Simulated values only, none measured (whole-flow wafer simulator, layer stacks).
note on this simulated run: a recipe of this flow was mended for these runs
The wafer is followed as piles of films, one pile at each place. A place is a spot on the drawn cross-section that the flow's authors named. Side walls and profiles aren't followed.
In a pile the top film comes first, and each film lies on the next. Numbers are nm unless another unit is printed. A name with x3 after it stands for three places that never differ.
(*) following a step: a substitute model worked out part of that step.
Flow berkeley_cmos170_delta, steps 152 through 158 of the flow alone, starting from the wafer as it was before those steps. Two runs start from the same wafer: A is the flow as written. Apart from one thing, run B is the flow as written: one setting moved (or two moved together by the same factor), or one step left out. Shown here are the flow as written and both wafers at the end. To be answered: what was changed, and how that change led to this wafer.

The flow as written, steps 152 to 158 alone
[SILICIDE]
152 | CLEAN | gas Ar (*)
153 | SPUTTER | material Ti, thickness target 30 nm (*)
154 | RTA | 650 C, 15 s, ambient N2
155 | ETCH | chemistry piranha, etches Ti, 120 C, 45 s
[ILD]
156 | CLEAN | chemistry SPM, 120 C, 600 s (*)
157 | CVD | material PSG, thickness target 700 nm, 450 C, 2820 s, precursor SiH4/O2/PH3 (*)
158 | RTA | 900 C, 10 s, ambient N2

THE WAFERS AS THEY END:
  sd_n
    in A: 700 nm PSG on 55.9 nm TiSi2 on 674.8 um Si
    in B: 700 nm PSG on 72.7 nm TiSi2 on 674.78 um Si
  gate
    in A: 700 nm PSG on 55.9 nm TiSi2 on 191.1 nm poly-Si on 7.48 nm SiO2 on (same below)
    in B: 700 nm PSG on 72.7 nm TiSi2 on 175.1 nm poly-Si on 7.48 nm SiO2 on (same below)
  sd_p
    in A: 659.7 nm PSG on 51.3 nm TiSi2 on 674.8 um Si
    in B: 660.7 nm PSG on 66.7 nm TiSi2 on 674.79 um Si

What caused this: step 153, SPUTTER: thickness target 39 nm was run, while the flow as written has thickness target 30 nm.

How this came from the change, step by step:
  153 | SPUTTER | material Ti, thickness target 30 nm (*)
      field, sd_n, spacer_n, gate, spacer_p, gate_p, contact x2: A +30 Ti (new film) | B +39 Ti (new film)
      sd_p: A +27.5 Ti (new film) | B +35.8 Ti (new film)
  154 | RTA | 650 C, 15 s, ambient N2
      sd_n, contact x2: A -23.4 Ti, +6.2 TiSi first (new film), +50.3 TiSi2 C49 (new film), -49 Si | B -30.4 Ti, +25.8 TiSi first (new film), +39.1 TiSi2 C49 (new film), -51.9 Si
      gate, gate_p: A -23.4 Ti, +6.2 TiSi first (new film), +50.3 TiSi2 C49 (new film), -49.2 poly-Si | B -30.4 Ti, +25.8 TiSi first (new film), +39.1 TiSi2 C49 (new film), -52.1 poly-Si
      (as well as at 1 more place)
  155 | ETCH | chemistry piranha, etches Ti, 120 C, 45 s
      sd_n, gate, gate_p, contact x2: A -6.6 Ti (all of it), -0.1 TiSi first | B -8.58 Ti (all of it), -0.1 TiSi first
      field, spacer_n, spacer_p: A -30 Ti (all of it) | B -39 Ti (all of it)
      (as well as at 1 more place)
  158 | RTA | 900 C, 10 s, ambient N2
      sd_n, contact x2: A under 1 film: +55.9 TiSi2 (new film), -6.09 TiSi first (all of it), -50.3 TiSi2 C49 (all of it), -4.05 Si | B under 1 film: +72.7 TiSi2 (new film), -25.7 TiSi first (all of it), -39.1 TiSi2 C49 (all of it), -17 Si
      gate, gate_p: A under 1 film: +55.9 TiSi2 (new film), -6.09 TiSi first (all of it), -50.3 TiSi2 C49 (all of it), -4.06 poly-Si | B under 1 film: +72.7 TiSi2 (new film), -25.7 TiSi first (all of it), -39.1 TiSi2 C49 (all of it), -17.1 poly-Si
      (as well as at 1 more place)
